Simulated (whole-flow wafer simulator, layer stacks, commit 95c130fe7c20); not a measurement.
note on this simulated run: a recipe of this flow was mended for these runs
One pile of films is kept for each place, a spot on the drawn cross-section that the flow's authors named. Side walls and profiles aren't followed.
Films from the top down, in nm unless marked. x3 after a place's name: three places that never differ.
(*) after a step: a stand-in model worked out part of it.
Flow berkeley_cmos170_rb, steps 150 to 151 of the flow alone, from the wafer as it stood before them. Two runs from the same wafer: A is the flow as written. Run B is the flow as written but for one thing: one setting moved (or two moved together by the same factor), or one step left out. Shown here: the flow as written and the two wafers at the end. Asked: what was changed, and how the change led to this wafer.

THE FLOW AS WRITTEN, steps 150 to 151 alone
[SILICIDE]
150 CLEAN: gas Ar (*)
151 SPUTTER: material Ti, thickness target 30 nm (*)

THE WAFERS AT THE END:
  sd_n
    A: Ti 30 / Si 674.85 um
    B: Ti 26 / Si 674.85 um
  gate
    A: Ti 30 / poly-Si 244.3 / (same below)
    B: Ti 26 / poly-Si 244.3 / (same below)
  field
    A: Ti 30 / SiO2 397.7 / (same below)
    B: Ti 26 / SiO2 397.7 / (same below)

The cause: step 151, SPUTTER: thickness target 26 nm was run, where the flow has thickness target 30 nm.
It can be read off the wafer: sd_n has Ti 26, and step 151 as written asks for 30 nm.

How the change led to this, step by step:
  151 SPUTTER: material Ti, thickness target 30 nm (*)
      field, sd_n, spacer_n, gate, spacer_p, gate_p, contact, m1: A Ti +30 (new film) | B Ti +26 (new film)
      sd_p: A Ti +27.9 (new film) | B Ti +24.2 (new film)
